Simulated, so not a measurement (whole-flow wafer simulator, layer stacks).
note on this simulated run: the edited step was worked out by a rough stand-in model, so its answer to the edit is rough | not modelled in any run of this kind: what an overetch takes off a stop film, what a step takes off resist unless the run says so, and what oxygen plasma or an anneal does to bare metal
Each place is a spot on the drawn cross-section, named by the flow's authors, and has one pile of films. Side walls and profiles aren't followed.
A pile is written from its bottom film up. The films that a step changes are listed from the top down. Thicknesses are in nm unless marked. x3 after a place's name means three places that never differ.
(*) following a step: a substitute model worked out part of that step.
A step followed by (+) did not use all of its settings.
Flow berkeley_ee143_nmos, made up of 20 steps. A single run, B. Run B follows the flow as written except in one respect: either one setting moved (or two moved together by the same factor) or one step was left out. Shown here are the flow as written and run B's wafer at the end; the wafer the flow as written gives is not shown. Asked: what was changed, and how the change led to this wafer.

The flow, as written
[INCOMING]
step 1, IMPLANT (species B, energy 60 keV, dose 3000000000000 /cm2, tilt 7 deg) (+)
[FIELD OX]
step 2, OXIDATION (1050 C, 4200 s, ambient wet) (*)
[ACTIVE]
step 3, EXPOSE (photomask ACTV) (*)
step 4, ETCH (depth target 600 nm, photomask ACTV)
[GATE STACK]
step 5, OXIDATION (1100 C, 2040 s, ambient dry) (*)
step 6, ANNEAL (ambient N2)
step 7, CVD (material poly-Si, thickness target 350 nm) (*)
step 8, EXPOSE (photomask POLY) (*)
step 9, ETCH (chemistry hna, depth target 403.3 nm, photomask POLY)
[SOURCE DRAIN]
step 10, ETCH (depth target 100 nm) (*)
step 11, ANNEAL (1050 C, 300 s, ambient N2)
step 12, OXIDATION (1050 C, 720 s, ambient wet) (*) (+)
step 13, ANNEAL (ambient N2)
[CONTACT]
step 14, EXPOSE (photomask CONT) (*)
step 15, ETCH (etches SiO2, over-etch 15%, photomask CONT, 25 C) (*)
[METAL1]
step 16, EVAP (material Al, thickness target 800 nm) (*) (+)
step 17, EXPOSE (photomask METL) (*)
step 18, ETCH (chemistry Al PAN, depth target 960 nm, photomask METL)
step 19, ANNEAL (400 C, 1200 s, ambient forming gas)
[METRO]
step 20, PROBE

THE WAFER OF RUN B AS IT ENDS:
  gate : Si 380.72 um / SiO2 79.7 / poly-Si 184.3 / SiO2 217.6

Cause: step 7, CVD: thickness target 280 nm was run, while the flow as written has thickness target 350 nm.

Step by step, how the change led to this:
  step 7, CVD (material poly-Si, thickness target 350 nm) (*)
      gate, sd, contact, field: +280 poly-Si (new film) (it would be, as written: +350 poly-Si (new film))
  step 9, ETCH (chemistry hna, depth target 403.3 nm, photomask POLY)
      sd, contact, field: -280 poly-Si (all of it) (it would be, as written: -350 poly-Si (all of it))
